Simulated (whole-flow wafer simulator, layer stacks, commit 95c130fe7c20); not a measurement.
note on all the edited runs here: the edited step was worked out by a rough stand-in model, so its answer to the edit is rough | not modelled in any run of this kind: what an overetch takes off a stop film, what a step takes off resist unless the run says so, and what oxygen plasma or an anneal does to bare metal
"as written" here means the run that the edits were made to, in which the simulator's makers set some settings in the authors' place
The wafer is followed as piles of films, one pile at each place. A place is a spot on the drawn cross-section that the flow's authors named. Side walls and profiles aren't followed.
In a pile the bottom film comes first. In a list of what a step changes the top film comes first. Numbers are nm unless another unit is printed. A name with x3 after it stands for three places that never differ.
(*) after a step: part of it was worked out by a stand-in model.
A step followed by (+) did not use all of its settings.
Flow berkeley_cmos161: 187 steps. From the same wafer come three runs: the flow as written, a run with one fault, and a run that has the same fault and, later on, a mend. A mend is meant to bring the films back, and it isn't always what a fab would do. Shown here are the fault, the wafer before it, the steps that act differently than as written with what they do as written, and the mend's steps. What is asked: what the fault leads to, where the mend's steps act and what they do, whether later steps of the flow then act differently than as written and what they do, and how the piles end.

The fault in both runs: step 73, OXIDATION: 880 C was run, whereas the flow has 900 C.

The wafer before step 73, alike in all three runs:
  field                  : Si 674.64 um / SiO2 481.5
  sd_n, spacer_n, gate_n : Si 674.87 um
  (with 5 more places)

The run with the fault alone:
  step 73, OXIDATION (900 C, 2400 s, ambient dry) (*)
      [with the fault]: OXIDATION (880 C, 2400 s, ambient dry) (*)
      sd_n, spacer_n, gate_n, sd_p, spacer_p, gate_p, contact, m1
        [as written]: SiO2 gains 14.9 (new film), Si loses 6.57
        [with the fault]: SiO2 gains 12.2 (new film), Si loses 5.38
  Steps later in the flow that act otherwise than as written (not shown: 49 more steps that differ only slightly, by at most 2% or 0.5 nm, whichever is larger):
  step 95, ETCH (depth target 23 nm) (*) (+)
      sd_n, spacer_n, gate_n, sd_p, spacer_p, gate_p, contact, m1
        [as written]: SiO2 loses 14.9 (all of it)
        [with the fault]: SiO2 loses 12.2 (all of it)
  The piles end only slightly different from the flow's at the places that both follow, by no more than 2% or 0.5 nm, whichever is larger.

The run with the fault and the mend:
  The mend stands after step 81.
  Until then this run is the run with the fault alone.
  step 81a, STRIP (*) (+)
      sd_p
        KrF resist loses 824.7 (all of it)
      spacer_p
        KrF resist loses 806.9 (all of it)
      gate_p
        KrF resist loses 805.8 (all of it)
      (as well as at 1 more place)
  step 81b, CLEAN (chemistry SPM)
      alters no film at any place that is followed
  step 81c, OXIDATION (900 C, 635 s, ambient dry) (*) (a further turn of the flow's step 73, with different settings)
      sd_n, spacer_n, gate_n, sd_p, spacer_p, gate_p, contact, m1
        SiO2 gains 2.7, Si loses 1.19
      field
        SiO2 gains 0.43, Si loses 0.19
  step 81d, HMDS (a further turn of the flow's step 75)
      alters no film at any place that is followed
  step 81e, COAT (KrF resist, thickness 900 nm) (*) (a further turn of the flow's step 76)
      field
        KrF resist gains 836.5 (new film)
      sd_n
        KrF resist gains 1024.5 (new film)
      spacer_n
        KrF resist gains 984.7 (new film)
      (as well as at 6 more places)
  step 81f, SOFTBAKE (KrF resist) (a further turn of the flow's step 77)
      alters no film at any place that is followed
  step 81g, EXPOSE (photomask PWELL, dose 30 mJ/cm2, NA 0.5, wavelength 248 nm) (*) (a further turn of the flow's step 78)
      alters no film at any place that is followed
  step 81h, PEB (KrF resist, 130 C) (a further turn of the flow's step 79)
      sd_n, m1
        KrF resist loses 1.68
      spacer_n, gate_n
        KrF resist loses 1.61
      spacer_p, gate_p
        KrF resist loses 1.6
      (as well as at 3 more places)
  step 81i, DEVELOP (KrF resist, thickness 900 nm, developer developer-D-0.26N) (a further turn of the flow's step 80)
      sd_p, spacer_p, gate_p, m1
        KrF resist loses 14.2
      field
        KrF resist loses 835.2 (all of it)
      sd_n
        KrF resist loses 1022.8 (all of it)
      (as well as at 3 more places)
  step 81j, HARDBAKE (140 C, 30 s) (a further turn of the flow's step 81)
      sd_p
        KrF resist loses 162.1
      spacer_p
        KrF resist loses 158.7
      gate_p
        KrF resist loses 158.5
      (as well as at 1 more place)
  Later steps of the flow that are run all act as written at every place that is followed, up to a difference of at most 2% or 0.5 nm, whichever is larger.
  At every place that both follow, the piles at the end match the flow's.
